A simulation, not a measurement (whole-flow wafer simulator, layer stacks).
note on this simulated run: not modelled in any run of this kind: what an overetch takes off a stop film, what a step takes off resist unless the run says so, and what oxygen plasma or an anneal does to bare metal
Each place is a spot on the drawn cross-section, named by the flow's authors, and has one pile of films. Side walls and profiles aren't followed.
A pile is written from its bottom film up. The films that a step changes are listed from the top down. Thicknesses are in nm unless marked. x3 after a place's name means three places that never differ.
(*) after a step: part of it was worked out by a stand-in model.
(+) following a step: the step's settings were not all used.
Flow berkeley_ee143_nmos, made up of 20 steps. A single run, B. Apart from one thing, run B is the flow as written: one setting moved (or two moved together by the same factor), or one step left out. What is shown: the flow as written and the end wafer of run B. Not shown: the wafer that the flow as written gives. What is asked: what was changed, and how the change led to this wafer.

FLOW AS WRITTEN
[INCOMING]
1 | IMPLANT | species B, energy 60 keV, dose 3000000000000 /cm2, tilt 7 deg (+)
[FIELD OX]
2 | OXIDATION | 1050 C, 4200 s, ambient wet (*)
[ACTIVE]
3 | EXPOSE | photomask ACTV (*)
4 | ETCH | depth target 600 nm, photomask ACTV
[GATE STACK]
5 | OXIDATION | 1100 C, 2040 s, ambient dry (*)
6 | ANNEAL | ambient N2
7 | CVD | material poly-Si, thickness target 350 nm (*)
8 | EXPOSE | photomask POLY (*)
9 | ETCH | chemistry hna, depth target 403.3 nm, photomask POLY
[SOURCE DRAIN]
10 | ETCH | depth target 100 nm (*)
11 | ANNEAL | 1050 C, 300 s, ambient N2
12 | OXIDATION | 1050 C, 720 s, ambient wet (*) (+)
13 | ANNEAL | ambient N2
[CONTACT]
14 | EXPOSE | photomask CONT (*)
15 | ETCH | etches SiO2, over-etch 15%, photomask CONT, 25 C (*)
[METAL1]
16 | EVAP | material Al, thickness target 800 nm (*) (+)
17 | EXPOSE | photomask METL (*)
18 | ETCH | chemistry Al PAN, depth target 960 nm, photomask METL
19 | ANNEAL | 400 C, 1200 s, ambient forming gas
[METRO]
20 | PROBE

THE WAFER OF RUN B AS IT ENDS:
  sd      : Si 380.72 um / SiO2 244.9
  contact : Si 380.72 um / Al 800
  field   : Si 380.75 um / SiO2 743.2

The reason: step 9, ETCH: depth target 277.3 nm was run, whereas the flow has depth target 403.3 nm.

Step by step, how the change led to this:
  9 | ETCH | chemistry hna, depth target 403.3 nm, photomask POLY
      sd, contact, field: -277.3 poly-Si (in the flow as written it would be: -350 poly-Si (all of it))
  10 | ETCH | depth target 100 nm (*)
      sd, contact: nothing (in the flow as written it would be: -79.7 SiO2 (all of it))
      field: nothing (in the flow as written it would be: -100 SiO2)
  12 | OXIDATION | 1050 C, 720 s, ambient wet (*) (+)
      sd, contact: -72.7 poly-Si (all of it), +165.2 SiO2 (in the flow as written it would be: +189.4 SiO2 (new film), -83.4 Si)
      field: -72.7 poly-Si (all of it), +165.2 SiO2 (in the flow as written it would be: +69.1 SiO2, -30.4 Si)
  15 | ETCH | etches SiO2, over-etch 15%, photomask CONT, 25 C (*)
      contact: -244.9 SiO2 (all of it) (in the flow as written it would be: -189.4 SiO2 (all of it))
